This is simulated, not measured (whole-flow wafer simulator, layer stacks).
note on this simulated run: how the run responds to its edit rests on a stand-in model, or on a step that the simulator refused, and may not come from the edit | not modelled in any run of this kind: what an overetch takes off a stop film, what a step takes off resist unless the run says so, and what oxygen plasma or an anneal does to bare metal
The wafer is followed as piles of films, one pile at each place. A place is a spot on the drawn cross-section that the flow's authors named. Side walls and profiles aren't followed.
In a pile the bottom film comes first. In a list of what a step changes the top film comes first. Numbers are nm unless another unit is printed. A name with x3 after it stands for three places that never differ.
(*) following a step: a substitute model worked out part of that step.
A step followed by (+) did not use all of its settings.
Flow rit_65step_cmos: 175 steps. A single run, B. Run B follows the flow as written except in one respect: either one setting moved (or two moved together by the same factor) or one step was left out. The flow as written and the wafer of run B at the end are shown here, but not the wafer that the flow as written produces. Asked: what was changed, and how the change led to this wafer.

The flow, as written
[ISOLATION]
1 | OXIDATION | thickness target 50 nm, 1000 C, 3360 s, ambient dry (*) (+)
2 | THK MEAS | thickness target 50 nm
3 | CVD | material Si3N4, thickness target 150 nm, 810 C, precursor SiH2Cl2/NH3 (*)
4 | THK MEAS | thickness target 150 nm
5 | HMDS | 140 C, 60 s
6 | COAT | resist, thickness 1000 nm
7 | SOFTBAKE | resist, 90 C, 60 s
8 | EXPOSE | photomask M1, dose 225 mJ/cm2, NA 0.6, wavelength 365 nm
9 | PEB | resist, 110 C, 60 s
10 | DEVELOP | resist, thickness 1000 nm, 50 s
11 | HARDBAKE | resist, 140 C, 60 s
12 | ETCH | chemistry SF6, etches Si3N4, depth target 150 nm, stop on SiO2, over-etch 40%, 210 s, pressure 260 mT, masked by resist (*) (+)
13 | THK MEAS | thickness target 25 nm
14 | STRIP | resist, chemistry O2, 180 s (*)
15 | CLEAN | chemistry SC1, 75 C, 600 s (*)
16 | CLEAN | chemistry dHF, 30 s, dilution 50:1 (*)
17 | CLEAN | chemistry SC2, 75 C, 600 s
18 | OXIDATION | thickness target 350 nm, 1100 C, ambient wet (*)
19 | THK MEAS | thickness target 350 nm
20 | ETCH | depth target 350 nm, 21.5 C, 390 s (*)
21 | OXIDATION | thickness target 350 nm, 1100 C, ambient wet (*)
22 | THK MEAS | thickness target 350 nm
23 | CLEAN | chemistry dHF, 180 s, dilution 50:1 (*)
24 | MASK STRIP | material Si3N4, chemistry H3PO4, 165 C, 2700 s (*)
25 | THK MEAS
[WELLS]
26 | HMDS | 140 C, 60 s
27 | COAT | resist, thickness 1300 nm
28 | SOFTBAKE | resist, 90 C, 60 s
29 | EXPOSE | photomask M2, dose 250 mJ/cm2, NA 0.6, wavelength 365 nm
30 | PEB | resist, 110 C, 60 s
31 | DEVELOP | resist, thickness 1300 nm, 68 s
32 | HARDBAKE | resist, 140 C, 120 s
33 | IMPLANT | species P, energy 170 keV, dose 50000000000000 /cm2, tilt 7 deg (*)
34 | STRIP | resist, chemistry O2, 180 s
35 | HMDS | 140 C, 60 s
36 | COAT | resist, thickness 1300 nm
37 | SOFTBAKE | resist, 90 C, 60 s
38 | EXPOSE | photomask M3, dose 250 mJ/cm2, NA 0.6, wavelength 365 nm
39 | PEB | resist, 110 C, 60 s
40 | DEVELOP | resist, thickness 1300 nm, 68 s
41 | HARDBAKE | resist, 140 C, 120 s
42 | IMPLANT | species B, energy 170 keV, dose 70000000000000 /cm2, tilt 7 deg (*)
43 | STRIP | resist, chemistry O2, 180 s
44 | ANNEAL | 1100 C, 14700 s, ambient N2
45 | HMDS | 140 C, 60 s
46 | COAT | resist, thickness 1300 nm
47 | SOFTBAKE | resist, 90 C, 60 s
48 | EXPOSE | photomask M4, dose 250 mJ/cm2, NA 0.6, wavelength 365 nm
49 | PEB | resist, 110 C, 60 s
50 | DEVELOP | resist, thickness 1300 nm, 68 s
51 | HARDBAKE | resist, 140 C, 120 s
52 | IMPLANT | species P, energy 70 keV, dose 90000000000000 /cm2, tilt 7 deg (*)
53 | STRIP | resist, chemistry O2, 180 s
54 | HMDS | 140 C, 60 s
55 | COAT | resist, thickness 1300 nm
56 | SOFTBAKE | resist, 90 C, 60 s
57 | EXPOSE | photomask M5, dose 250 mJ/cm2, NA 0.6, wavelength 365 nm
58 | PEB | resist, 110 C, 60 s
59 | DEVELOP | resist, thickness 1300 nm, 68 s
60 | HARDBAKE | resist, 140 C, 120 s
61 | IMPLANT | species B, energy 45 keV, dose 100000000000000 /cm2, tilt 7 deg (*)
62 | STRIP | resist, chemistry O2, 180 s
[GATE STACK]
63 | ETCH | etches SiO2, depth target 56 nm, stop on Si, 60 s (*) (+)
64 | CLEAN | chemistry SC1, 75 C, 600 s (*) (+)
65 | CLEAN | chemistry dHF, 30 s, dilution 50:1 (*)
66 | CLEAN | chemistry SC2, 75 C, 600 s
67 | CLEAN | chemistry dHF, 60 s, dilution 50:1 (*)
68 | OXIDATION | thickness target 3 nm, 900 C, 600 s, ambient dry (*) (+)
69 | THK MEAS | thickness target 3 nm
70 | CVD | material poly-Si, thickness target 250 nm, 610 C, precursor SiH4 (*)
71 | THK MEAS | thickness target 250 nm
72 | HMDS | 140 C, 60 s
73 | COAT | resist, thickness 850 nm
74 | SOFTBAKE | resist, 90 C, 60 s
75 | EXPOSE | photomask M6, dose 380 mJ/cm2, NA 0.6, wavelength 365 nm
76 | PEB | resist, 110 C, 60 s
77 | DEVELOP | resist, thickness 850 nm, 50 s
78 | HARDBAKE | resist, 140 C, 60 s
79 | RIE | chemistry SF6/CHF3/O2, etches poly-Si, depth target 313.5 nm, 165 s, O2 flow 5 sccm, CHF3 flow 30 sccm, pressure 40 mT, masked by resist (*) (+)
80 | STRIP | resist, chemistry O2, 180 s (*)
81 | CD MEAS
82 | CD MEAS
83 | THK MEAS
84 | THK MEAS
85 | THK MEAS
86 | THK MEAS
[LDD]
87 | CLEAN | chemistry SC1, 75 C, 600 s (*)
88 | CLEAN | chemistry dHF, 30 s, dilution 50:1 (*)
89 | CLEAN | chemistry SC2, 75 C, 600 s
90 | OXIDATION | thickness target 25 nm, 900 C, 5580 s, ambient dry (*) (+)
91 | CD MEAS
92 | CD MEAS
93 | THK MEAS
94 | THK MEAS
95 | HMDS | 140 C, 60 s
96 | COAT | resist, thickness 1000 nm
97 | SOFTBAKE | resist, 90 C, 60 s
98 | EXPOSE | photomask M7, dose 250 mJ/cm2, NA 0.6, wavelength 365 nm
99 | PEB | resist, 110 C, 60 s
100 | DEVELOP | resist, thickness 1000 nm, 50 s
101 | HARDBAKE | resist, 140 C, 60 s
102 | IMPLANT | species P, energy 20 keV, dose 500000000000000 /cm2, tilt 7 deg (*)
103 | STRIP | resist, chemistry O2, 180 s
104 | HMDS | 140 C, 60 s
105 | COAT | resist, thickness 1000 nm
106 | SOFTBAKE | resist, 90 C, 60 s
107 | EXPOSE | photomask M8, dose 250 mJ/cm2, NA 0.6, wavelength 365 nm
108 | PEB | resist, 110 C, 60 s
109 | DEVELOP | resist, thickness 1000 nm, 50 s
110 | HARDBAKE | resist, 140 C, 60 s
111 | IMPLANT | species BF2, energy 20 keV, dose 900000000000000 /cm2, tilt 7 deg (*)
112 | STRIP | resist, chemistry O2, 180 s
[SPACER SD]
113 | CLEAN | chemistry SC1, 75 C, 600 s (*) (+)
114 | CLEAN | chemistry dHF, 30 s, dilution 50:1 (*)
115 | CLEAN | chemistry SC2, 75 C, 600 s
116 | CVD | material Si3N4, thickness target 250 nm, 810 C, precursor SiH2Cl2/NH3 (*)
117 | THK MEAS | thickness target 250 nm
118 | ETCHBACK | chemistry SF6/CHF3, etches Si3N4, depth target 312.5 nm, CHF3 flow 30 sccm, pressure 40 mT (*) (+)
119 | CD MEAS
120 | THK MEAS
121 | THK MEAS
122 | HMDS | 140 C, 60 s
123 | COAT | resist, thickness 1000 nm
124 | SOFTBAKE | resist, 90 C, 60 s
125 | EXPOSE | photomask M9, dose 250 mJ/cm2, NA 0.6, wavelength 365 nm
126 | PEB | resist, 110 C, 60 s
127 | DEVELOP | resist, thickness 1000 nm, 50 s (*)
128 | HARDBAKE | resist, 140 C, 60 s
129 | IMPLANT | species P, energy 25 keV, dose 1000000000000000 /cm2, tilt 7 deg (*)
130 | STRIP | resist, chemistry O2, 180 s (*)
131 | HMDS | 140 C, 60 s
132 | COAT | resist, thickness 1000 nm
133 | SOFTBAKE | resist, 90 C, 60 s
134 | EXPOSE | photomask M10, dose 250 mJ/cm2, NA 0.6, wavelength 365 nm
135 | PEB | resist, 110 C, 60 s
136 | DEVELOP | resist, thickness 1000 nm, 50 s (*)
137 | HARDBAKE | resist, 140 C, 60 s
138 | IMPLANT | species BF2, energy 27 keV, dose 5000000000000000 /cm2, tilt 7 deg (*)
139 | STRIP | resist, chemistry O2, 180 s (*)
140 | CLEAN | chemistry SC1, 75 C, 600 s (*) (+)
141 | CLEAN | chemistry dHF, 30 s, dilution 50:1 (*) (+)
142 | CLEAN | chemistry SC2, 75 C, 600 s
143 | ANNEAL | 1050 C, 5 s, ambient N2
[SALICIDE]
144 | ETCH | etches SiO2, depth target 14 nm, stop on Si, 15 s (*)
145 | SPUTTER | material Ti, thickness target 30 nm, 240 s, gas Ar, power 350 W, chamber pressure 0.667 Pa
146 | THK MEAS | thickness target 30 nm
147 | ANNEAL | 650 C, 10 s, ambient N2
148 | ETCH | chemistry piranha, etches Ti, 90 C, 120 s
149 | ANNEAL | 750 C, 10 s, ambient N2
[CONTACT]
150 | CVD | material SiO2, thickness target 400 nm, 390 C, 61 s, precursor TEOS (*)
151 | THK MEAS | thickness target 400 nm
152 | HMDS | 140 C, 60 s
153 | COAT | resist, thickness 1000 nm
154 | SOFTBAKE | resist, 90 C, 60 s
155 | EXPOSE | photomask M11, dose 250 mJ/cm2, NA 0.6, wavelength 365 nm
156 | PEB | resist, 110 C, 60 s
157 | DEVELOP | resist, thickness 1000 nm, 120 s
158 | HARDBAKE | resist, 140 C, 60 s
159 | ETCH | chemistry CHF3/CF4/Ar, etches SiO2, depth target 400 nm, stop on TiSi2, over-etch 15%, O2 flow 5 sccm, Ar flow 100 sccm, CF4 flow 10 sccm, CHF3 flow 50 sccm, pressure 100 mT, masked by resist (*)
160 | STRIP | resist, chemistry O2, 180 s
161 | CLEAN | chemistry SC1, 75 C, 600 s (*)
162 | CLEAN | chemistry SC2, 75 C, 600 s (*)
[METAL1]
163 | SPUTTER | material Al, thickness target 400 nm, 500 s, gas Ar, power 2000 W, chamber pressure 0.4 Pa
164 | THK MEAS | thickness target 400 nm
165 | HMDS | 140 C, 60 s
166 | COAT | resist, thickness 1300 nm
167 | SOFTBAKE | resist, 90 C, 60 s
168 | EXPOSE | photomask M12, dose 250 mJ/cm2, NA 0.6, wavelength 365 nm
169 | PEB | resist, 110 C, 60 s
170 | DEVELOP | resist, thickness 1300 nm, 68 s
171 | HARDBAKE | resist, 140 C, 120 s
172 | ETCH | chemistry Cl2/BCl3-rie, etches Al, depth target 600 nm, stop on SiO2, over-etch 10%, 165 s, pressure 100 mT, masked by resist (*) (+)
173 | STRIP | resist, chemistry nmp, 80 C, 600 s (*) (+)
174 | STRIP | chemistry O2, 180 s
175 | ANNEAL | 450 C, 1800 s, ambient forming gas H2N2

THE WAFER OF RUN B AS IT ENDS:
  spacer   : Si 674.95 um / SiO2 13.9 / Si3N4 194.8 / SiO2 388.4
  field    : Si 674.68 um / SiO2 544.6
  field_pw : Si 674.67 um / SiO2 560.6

The reason: step 163, SPUTTER: 750 s was run, whereas the flow has 500 s.

How this came from the change, step by step:
  163 | SPUTTER | material Al, thickness target 400 nm, 500 s, gas Ar, power 2000 W, chamber pressure 0.4 Pa
      field, field_pw, field_p, spacer, spacer_p: +600 Al (new film) (as written it would have been: +400 Al (new film))
      gate_n, gate_p: +552.9 Al (new film) (as written it would have been: +396 Al (new film))
      (and at 1 other place as well)
  166 | COAT | resist, thickness 1300 nm
      gate_n: +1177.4 resist (new film) (as written it would have been: +1131.7 resist (new film))
      gate_p: +1180.6 resist (new film) (as written it would have been: +1135.6 resist (new film))
  169 | PEB | resist, 110 C, 60 s
      gate_n: -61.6 resist (as written it would have been: -59.1 resist)
      gate_p: -61.8 resist (as written it would have been: -59.3 resist)
  170 | DEVELOP | resist, thickness 1300 nm, 68 s
      gate_n: -1115.8 resist (all of it) (as written it would have been: -1072.6 resist (all of it))
      gate_p: -1118.8 resist (all of it) (as written it would have been: -1076.3 resist (all of it))
  172 | ETCH | chemistry Cl2/BCl3-rie, etches Al, depth target 600 nm, stop on SiO2, over-etch 10%, 165 s, pressure 100 mT, masked by resist (*) (+)
      field, field_pw, field_p, spacer, spacer_p: -600 Al (all of it), -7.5 SiO2 (as written it would have been: -400 Al (all of it), -32.5 SiO2)
      gate_n, gate_p: -552.9 Al (all of it), -13.4 SiO2 (as written it would have been: -396 Al (all of it), -33 SiO2)
      (and at 1 other place as well)
